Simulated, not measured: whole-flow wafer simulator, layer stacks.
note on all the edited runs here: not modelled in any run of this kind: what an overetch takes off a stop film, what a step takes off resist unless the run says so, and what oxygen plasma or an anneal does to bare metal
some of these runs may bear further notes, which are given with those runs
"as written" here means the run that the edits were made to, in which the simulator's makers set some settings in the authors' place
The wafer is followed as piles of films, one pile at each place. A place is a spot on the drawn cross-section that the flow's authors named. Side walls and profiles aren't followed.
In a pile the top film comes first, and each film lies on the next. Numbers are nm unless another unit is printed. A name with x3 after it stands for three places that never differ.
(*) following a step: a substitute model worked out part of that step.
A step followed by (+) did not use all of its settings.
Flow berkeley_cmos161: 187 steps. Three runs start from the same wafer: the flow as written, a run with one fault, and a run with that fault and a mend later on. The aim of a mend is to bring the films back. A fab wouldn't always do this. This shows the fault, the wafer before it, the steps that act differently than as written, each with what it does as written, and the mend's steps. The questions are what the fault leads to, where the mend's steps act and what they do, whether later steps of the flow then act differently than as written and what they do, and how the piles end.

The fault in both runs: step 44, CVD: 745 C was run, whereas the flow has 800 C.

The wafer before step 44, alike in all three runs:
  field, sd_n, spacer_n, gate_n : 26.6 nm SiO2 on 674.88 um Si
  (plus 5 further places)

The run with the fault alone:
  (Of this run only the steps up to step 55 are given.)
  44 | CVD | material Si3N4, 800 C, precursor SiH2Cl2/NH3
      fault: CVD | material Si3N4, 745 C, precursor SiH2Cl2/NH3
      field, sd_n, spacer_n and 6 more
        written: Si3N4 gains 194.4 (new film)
        fault: Si3N4 gains 91.8 (new film)
  Steps later in the flow that act otherwise than as written:
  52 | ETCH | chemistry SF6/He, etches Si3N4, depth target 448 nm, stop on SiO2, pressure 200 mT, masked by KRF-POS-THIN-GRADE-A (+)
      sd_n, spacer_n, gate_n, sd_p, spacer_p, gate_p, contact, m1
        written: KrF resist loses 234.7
        fault: KrF resist loses 123.1
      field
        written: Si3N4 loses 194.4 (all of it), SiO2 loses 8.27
        fault: Si3N4 loses 91.8 (all of it), SiO2 loses 8.27
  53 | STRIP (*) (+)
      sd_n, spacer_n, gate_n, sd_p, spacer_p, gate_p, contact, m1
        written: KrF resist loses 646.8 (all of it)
        fault: KrF resist loses 758.4 (all of it)
  The piles after step 55 differ from the flow's at sd_n, spacer_n, gate_n, sd_p, spacer_p, gate_p, contact, m1 by more than 2% or 0.5 nm, whichever is larger.
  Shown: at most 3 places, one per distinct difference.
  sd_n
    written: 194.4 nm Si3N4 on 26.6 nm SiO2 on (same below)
    fault: 91.8 nm Si3N4 on 26.6 nm SiO2 on (same below)

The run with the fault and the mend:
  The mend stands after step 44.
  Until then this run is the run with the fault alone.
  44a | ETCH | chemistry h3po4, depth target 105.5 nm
      field, sd_n, spacer_n and 6 more
        Si3N4 loses 91.8 (all of it)
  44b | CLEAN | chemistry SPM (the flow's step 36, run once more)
      leaves every film unchanged at each place that is followed
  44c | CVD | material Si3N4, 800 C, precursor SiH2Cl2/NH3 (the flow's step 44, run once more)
      field, sd_n, spacer_n and 6 more
        Si3N4 gains 194.4 (new film)
  Later steps of the flow that are run all act as written at every place that is followed.
  The piles end the same as the flow's at every place that both follow.
